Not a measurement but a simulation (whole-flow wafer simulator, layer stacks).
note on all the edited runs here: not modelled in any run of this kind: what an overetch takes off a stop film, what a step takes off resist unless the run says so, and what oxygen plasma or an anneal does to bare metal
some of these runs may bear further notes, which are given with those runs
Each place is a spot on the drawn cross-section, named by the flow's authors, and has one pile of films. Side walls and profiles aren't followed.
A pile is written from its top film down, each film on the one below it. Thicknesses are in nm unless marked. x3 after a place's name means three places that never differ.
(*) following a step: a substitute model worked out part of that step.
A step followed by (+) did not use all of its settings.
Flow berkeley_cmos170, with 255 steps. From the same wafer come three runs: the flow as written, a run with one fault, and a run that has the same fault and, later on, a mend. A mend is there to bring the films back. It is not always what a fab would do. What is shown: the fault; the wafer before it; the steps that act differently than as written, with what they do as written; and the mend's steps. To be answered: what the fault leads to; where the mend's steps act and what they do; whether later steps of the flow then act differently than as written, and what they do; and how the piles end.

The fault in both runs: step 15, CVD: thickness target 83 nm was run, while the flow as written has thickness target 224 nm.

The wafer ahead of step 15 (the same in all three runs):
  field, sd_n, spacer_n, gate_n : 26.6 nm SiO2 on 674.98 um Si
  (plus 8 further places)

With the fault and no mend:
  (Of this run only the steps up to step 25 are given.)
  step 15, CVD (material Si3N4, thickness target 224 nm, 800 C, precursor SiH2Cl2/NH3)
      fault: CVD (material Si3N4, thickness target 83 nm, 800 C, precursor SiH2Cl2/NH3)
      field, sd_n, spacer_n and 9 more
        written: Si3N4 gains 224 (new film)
        fault: Si3N4 gains 83 (new film)
  Later steps of the flow acting differently than as written:
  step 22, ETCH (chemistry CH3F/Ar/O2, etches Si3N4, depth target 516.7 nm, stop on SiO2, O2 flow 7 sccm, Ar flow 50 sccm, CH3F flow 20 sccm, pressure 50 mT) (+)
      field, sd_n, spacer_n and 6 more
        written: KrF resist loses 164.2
        fault: KrF resist loses 70.2
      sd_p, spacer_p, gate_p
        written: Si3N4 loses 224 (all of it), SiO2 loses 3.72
        fault: Si3N4 loses 83 (all of it), SiO2 loses 3.72
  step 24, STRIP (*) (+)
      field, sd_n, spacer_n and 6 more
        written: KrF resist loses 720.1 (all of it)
        fault: KrF resist loses 814.1 (all of it)
  After step 25, at field, sd_n, spacer_n and 6 more, the piles differ from the flow's by more than 2% or 0.5 nm, whichever is larger.
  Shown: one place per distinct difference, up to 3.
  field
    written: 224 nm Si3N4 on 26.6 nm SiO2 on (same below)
    fault: 83 nm Si3N4 on 26.6 nm SiO2 on (same below)

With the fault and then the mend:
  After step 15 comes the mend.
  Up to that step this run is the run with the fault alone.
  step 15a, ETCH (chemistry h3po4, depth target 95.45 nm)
      field, sd_n, spacer_n and 9 more
        Si3N4 loses 83 (all of it)
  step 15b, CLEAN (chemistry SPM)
      alters no film at any place that is followed
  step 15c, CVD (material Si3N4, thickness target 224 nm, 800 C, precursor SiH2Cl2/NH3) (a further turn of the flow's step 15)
      field, sd_n, spacer_n and 9 more
        Si3N4 gains 224 (new film)
  Later steps of the flow that are run all act as written at every place that is followed.
  The piles end the same as the flow's at every place that both follow.
